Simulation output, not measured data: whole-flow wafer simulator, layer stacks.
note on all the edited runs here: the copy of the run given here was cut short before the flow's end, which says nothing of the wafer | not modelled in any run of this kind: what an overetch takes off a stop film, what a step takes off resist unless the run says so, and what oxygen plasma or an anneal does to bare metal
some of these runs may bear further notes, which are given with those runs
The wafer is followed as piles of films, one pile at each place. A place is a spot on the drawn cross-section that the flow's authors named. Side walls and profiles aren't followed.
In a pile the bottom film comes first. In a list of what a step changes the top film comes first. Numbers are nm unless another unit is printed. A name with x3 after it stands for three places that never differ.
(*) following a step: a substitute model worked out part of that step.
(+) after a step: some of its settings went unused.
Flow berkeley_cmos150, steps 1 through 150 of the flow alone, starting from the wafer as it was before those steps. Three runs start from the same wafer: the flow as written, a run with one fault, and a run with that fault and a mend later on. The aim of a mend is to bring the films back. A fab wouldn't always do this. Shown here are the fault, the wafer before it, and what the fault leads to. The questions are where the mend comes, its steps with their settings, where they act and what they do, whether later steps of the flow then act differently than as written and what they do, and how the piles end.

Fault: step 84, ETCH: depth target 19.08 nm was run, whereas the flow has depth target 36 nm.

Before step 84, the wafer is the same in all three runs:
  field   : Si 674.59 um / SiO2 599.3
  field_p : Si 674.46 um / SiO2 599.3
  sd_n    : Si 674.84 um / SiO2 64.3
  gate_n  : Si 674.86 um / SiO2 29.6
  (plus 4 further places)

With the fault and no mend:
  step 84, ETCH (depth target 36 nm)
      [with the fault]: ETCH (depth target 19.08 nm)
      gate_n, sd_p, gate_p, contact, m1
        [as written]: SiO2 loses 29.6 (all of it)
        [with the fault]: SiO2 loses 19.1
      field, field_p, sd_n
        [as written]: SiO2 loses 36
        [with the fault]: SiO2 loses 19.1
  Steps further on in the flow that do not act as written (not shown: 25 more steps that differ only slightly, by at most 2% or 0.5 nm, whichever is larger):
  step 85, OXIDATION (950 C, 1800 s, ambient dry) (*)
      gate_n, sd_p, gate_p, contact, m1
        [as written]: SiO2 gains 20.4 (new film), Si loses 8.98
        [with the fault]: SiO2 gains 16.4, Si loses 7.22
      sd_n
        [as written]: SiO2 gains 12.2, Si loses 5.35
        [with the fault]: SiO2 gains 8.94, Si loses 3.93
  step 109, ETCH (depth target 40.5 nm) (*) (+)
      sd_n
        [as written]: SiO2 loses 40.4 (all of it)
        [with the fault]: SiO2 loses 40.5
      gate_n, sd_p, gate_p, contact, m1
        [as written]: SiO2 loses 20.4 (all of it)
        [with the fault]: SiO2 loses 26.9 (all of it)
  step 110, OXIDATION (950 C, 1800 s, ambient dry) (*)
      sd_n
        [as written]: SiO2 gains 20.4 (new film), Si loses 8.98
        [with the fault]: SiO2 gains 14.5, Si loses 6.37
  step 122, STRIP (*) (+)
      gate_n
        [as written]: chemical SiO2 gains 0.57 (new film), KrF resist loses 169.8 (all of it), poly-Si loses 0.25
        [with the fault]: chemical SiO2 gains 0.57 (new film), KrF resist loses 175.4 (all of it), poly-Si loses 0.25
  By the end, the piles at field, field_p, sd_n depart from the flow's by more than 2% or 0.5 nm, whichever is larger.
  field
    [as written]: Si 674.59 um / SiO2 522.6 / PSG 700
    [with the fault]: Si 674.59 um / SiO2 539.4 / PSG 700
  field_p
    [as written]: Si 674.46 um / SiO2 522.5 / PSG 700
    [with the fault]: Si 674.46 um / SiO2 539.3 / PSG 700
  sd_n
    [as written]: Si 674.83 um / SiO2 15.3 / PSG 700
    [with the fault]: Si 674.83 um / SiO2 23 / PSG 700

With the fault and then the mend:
  The mend stands after step 84.
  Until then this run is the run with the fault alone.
  step 84a, ETCH (depth target 16.75 nm) (the flow's step 84 again, with other settings)
      gate_n, sd_p, gate_p, contact, m1
        SiO2 loses 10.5 (all of it)
      field, field_p, sd_n
        SiO2 loses 16.8
  None of the later steps of the flow differs from how it acts as written, at any place that is followed, by more than 2% or 0.5 nm, whichever is larger.
  The piles end only slightly different from the flow's at the places that both follow, by no more than 2% or 0.5 nm, whichever is larger.
